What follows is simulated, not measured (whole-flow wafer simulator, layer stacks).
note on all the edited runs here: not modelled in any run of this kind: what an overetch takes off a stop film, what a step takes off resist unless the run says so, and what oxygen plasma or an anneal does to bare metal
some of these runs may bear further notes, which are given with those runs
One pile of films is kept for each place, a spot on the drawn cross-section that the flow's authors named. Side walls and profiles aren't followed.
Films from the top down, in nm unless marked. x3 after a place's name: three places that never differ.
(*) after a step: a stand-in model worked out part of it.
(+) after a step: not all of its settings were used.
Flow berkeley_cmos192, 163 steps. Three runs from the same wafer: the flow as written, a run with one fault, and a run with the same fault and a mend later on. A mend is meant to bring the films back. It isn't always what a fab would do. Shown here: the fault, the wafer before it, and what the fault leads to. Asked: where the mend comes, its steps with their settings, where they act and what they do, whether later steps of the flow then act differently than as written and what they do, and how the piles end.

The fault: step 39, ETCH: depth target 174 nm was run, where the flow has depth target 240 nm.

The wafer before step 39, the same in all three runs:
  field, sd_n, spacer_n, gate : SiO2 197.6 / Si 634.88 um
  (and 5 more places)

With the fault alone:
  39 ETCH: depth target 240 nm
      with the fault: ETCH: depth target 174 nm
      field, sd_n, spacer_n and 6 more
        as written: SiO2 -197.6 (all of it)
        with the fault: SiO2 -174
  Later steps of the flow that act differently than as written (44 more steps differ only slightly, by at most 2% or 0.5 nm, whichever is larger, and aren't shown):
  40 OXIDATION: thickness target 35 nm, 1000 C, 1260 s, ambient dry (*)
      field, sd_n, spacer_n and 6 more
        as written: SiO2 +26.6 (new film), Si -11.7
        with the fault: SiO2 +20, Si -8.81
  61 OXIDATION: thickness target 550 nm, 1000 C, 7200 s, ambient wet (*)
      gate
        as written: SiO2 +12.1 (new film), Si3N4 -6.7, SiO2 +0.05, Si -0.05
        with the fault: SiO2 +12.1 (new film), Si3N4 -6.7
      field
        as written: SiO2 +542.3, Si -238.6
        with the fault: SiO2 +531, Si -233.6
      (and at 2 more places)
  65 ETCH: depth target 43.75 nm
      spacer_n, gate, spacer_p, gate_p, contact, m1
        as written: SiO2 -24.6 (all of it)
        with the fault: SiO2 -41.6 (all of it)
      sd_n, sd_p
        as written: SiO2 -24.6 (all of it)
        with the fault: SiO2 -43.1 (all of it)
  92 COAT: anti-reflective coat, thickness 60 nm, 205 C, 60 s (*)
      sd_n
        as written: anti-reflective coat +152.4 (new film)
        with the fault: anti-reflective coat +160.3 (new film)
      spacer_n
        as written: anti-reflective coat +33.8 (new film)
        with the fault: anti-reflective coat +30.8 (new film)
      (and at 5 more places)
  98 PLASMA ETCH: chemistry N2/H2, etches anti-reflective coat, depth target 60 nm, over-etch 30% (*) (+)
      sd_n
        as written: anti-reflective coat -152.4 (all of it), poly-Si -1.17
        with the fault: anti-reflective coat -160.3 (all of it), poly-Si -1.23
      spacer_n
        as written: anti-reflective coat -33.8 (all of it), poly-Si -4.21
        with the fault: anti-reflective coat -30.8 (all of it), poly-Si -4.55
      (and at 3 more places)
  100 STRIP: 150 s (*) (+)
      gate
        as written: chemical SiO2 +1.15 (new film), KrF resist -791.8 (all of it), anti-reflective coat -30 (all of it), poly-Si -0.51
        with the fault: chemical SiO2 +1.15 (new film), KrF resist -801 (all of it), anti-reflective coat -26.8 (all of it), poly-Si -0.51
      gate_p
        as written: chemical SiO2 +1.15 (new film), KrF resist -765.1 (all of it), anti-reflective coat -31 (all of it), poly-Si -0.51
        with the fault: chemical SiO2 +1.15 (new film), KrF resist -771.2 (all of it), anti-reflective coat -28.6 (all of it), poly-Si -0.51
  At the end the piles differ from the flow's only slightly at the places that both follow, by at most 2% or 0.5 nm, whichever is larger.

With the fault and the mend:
  The mend comes after step 39.
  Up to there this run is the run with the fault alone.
  39a ETCH: depth target 66 nm (the flow's step 39 once more, with other settings)
      field, sd_n, spacer_n and 6 more
        SiO2 -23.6 (all of it)
  No later step of the flow acts differently than as written at any place that is followed.
  At the end the piles are the same as the flow's at every place that both follow.
